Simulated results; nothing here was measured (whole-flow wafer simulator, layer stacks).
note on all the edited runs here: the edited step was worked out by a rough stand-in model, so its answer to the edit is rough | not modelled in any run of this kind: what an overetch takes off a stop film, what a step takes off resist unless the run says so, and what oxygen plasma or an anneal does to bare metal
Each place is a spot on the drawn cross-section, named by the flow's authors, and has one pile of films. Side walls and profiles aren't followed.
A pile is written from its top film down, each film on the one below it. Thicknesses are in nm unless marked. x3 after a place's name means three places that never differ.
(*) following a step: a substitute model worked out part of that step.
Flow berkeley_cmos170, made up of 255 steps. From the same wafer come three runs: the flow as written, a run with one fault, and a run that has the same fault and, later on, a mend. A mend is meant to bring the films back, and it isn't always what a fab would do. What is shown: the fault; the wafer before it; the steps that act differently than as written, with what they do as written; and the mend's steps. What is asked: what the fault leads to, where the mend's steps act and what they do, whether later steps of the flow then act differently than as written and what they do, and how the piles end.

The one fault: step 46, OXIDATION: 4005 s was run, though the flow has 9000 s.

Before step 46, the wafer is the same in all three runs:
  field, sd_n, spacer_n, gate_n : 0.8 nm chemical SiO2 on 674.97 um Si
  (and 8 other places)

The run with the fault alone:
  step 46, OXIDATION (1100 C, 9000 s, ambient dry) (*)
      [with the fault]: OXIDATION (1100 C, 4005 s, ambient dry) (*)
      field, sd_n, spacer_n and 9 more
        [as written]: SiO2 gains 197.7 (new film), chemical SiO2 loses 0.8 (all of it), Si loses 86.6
        [with the fault]: SiO2 gains 120.2 (new film), chemical SiO2 loses 0.8 (all of it), Si loses 52.5
  Later steps of the flow acting differently than as written:
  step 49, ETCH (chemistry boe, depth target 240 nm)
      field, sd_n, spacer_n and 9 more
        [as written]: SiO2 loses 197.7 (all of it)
        [with the fault]: SiO2 loses 120.2 (all of it)
  At the end the piles are close to the flow's at the places that both follow, differing by at most 2% or 0.5 nm, whichever is larger.

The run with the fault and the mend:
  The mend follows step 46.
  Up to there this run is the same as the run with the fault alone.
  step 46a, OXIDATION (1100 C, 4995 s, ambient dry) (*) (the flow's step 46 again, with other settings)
      field, sd_n, spacer_n and 9 more
        SiO2 gains 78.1, Si loses 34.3
  Later steps of the flow that are run all act as written at every place that is followed, up to a difference of at most 2% or 0.5 nm, whichever is larger.
  At the end the piles are close to the flow's at the places that both follow, differing by at most 2% or 0.5 nm, whichever is larger.
